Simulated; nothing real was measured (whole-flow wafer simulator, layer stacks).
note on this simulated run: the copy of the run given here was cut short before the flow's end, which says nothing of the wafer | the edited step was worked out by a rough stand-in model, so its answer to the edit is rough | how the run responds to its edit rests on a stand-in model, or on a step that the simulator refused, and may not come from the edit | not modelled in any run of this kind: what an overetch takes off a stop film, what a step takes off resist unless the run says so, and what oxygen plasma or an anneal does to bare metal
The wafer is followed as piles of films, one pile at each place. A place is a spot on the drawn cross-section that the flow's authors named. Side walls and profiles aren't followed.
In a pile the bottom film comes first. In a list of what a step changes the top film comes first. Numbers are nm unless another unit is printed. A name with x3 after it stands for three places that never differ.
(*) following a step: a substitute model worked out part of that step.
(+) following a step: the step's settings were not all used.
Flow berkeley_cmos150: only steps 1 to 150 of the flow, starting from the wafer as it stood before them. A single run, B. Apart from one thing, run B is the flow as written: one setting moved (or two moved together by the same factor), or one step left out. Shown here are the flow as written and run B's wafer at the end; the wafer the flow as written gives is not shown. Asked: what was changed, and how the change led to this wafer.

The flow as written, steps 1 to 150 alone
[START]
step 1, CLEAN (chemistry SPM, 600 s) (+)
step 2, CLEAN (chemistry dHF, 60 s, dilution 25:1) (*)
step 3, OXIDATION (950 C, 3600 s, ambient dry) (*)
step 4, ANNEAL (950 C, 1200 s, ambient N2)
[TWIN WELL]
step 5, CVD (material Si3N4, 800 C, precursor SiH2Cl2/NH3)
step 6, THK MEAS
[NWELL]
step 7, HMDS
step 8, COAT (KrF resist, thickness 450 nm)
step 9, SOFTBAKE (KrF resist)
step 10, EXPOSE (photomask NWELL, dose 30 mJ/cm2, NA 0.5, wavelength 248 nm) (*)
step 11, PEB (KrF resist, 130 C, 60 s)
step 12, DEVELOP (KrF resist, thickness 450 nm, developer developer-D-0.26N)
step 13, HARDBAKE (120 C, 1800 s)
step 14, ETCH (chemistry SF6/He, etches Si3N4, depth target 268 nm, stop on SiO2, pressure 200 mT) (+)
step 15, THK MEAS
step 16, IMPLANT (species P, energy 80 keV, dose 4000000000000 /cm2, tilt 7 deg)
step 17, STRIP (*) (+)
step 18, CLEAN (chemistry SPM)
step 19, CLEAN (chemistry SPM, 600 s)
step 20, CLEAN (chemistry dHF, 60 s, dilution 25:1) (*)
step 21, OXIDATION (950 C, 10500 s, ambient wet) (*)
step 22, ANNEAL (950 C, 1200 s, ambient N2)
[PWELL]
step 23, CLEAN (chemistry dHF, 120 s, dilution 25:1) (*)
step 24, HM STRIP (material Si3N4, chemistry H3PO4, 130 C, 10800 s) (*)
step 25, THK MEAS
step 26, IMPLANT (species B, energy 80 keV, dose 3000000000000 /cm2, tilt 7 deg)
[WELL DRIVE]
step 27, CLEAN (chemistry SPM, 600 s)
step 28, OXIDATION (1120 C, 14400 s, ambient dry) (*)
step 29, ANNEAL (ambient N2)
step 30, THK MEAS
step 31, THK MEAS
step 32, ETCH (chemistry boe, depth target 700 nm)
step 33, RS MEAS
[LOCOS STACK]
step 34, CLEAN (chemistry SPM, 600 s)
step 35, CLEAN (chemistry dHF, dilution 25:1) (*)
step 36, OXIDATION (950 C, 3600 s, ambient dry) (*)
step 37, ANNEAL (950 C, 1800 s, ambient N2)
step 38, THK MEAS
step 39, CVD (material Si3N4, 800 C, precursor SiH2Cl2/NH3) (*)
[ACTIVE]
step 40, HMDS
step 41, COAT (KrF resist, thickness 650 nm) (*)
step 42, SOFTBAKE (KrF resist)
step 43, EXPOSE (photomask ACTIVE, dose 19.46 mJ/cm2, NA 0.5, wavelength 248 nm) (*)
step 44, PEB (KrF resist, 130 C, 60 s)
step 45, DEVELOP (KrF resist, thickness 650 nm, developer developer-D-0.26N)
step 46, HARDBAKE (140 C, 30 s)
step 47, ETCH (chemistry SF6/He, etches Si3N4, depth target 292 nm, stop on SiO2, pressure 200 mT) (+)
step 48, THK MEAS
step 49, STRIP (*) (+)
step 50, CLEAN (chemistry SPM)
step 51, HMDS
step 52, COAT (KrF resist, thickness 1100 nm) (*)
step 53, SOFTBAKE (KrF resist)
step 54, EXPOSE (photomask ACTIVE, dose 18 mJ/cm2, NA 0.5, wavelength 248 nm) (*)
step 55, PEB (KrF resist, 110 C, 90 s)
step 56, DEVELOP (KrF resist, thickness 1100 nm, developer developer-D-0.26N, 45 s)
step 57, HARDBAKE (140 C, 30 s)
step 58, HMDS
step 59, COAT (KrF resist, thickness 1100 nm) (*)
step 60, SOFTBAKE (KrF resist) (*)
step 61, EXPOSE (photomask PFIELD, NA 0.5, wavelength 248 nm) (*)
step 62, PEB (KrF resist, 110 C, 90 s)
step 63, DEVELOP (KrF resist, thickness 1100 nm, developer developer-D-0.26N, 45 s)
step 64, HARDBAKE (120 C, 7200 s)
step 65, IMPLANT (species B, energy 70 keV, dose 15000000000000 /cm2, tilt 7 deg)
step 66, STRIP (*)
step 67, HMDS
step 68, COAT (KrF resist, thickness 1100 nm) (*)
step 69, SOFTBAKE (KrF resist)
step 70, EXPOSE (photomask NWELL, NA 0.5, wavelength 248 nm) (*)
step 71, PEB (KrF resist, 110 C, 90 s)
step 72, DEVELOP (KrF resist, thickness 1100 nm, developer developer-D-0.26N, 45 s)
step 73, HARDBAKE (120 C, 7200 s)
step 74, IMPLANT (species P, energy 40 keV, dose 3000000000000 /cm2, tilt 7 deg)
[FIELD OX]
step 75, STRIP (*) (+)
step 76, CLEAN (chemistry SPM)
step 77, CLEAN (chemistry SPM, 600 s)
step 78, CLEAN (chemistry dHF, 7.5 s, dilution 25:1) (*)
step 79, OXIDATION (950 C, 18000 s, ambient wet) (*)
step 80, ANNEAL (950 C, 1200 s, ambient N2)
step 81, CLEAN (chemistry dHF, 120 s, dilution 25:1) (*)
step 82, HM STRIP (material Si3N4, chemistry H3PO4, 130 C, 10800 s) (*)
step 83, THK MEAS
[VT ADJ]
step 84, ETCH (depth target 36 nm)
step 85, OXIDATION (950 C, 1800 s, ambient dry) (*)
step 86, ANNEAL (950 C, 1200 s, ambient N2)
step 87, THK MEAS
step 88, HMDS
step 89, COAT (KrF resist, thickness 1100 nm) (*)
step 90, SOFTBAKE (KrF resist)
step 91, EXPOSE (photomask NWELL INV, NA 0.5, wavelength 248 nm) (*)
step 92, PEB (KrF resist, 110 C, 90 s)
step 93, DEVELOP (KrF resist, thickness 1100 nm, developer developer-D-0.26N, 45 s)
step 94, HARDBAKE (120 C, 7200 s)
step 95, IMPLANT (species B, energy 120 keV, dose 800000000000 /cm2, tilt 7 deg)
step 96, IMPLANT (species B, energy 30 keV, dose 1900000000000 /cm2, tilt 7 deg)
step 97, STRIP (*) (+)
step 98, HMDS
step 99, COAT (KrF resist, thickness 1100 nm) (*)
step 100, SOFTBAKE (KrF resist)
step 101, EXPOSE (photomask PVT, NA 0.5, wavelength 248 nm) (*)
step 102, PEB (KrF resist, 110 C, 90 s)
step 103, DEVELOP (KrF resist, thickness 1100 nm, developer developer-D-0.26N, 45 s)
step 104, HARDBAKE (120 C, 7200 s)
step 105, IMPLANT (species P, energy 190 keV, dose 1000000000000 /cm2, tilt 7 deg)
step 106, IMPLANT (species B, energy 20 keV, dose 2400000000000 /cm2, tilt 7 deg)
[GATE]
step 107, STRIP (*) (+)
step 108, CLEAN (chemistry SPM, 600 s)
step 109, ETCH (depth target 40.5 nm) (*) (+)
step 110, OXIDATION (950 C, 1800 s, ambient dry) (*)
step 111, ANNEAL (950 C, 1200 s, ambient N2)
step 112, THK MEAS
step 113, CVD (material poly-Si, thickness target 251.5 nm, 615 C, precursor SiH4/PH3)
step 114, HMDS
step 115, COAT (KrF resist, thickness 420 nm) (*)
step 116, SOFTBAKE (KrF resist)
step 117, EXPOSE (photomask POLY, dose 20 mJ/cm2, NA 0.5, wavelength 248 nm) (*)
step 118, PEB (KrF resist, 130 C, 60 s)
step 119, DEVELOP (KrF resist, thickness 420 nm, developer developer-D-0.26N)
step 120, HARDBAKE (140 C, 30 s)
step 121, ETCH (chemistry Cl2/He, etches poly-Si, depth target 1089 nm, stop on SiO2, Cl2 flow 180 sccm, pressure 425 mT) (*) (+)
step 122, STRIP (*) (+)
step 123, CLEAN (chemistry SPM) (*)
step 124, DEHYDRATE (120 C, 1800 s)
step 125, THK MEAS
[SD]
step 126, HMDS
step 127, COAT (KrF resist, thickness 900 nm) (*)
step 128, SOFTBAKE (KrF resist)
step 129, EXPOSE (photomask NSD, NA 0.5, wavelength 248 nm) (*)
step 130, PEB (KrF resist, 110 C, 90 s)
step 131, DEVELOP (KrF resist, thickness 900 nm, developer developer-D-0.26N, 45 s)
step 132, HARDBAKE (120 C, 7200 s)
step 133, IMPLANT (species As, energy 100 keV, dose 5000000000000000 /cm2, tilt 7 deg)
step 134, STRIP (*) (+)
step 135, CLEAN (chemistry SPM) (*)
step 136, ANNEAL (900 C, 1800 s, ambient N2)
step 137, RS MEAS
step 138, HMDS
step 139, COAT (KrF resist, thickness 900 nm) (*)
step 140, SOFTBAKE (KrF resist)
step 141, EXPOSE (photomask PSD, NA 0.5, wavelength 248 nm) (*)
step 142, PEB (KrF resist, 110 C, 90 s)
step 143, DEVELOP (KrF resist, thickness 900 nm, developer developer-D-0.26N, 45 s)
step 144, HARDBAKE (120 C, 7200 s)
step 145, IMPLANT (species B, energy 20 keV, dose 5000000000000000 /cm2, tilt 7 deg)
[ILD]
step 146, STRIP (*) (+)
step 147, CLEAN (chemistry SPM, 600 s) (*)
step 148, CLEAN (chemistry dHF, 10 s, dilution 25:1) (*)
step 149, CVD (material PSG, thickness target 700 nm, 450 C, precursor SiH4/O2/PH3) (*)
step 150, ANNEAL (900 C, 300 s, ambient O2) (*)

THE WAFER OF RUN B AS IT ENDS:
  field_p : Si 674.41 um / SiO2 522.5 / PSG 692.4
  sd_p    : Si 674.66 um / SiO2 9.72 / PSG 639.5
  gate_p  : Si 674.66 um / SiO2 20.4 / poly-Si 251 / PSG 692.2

Cause: step 21, OXIDATION: 14700 s was run, while the flow as written has 10500 s.

How this came from the change, step by step:
  step 21, OXIDATION (950 C, 10500 s, ambient wet) (*)
      field, sd_n, gate_n, contact, m1: +9.72 SiO2 (new film), -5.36 Si3N4 (in the flow as written it would be: +7.45 SiO2 (new film), -4.11 Si3N4)
      field_p, sd_p, gate_p: +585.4 SiO2, -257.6 Si (in the flow as written it would be: +461.2 SiO2, -202.9 Si)
  step 23, CLEAN (chemistry dHF, 120 s, dilution 25:1) (*)
      field, sd_n, gate_n, contact, m1: -9.72 SiO2 (all of it), -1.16 Si3N4 (in the flow as written it would be: -7.45 SiO2 (all of it), -1.36 Si3N4)
  step 28, OXIDATION (1120 C, 14400 s, ambient dry) (*)
      field_p, sd_p, gate_p: +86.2 SiO2, -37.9 Si (in the flow as written it would be: +103.6 SiO2, -45.6 Si)
  step 32, ETCH (chemistry boe, depth target 700 nm)
      field_p, sd_p, gate_p: -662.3 SiO2 (all of it) (in the flow as written it would be: -555.5 SiO2 (all of it))
  step 41, COAT (KrF resist, thickness 650 nm) (*)
      field_p: +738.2 KrF resist (new film) (in the flow as written it would be: +715.2 KrF resist (new film))
      sd_p: +709.3 KrF resist (new film) (in the flow as written it would be: +694.3 KrF resist (new film))
  step 45, DEVELOP (KrF resist, thickness 650 nm, developer developer-D-0.26N)
      field_p: -737.1 KrF resist (all of it) (in the flow as written it would be: -714.1 KrF resist (all of it))
  step 46, HARDBAKE (140 C, 30 s)
      sd_p: -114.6 KrF resist (in the flow as written it would be: -112.2 KrF resist)
  step 49, STRIP (*) (+)
      sd_p: -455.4 KrF resist (all of it) (in the flow as written it would be: -442.9 KrF resist (all of it))
      gate_p: -450.4 KrF resist (all of it) (in the flow as written it would be: -439.2 KrF resist (all of it))
  step 52, COAT (KrF resist, thickness 1100 nm) (*)
      field_p: +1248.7 KrF resist (new film) (in the flow as written it would be: +1219.5 KrF resist (new film))
      sd_p: +1135.1 KrF resist (new film) (in the flow as written it would be: +1111.6 KrF resist (new film))
  step 56, DEVELOP (KrF resist, thickness 1100 nm, developer developer-D-0.26N, 45 s)
      field_p: -1240 KrF resist (all of it) (in the flow as written it would be: -1211 KrF resist (all of it))
  step 57, HARDBAKE (140 C, 30 s)
      sd_p: -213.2 KrF resist (in the flow as written it would be: -208.8 KrF resist)
      gate_p: -213.8 KrF resist (in the flow as written it would be: -209.5 KrF resist)
  step 59, COAT (KrF resist, thickness 1100 nm) (*)
      field_p: +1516 KrF resist (new film) (in the flow as written it would be: +1484.3 KrF resist (new film))
  step 66, STRIP (*)
      field_p: -1467.2 KrF resist (all of it) (in the flow as written it would be: -1436.3 KrF resist (all of it))
  step 68, COAT (KrF resist, thickness 1100 nm) (*)
      field_p: +1248.7 KrF resist (new film) (in the flow as written it would be: +1219.5 KrF resist (new film))
      sd_p: +1135.1 KrF resist (new film) (in the flow as written it would be: +1111.6 KrF resist (new film))
  step 72, DEVELOP (KrF resist, thickness 1100 nm, developer developer-D-0.26N, 45 s)
      field_p: -1240 KrF resist (all of it) (in the flow as written it would be: -1211 KrF resist (all of it))
      sd_p: -1127.2 KrF resist (all of it) (in the flow as written it would be: -1103.9 KrF resist (all of it))
  step 89, COAT (KrF resist, thickness 1100 nm) (*)
      field_p: +1116.9 KrF resist (new film) (in the flow as written it would be: +1087.8 KrF resist (new film))
  ... another 11 steps ...
  step 146, STRIP (*) (+)
      field_p: -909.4 KrF resist (all of it) (in the flow as written it would be: -882.7 KrF resist (all of it))
